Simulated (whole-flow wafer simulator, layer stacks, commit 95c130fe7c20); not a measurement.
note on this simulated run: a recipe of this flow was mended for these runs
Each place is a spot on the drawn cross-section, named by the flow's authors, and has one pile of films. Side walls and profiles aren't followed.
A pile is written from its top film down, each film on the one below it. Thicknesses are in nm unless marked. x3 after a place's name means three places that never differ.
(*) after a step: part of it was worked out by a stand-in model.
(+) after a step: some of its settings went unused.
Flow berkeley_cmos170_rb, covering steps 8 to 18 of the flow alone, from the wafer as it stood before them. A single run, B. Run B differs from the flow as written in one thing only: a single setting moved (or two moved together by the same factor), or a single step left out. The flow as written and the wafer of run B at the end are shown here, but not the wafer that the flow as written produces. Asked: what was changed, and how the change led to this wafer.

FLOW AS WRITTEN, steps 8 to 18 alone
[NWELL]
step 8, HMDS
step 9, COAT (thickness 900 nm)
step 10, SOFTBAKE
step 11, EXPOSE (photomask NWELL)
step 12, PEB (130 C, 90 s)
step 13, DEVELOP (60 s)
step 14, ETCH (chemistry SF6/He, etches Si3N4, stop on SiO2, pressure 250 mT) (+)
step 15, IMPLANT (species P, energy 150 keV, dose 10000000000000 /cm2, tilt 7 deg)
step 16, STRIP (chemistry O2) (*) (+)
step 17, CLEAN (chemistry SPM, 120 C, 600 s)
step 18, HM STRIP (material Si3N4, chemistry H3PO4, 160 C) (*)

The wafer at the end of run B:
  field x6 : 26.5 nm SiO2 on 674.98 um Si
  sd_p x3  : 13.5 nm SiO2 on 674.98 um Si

Cause: step 18, HM STRIP: 149 C was run, though the flow has 160 C.

How this came from the change, step by step:
  step 18, HM STRIP (material Si3N4, chemistry H3PO4, 160 C) (*)
      field x6: Si3N4 loses 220 (all of it), SiO2 loses 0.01 (in the flow as written it would be: Si3N4 loses 220 (all of it), SiO2 loses 3.44)
      sd_p x3: SiO2 loses 4.57 (in the flow as written it would be: SiO2 loses 10.5)
